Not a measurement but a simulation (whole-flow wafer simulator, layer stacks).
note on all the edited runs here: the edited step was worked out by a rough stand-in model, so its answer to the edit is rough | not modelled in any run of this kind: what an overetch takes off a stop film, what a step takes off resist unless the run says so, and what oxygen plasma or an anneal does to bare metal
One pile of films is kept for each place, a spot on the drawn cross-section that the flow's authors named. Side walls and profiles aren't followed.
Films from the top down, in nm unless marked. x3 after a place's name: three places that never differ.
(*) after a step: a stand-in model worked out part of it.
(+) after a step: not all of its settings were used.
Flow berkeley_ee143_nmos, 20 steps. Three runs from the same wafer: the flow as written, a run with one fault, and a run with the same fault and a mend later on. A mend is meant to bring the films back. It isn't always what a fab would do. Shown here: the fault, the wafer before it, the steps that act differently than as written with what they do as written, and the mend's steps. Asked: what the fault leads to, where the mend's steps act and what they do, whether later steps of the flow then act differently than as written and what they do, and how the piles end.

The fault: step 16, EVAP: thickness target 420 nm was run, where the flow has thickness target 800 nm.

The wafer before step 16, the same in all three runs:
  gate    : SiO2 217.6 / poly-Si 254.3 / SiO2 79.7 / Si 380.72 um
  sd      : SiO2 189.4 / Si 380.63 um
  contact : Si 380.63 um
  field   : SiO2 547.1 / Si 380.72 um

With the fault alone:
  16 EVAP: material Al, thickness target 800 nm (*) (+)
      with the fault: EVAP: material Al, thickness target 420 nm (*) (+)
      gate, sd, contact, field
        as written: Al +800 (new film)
        with the fault: Al +420 (new film)
  Later steps of the flow that act differently than as written:
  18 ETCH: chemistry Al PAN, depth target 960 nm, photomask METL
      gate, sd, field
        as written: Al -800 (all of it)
        with the fault: Al -420 (all of it)
  At the end the piles differ from the flow's by more than 2% or 0.5 nm, whichever is larger, at contact.
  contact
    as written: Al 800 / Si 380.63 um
    with the fault: Al 420 / Si 380.63 um

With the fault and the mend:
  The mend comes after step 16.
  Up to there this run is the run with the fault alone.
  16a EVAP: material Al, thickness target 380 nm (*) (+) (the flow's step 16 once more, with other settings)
      gate, sd, contact, field
        Al +380
  No later step of the flow acts differently than as written at any place that is followed.
  At the end the piles are the same as the flow's at every place that both follow.
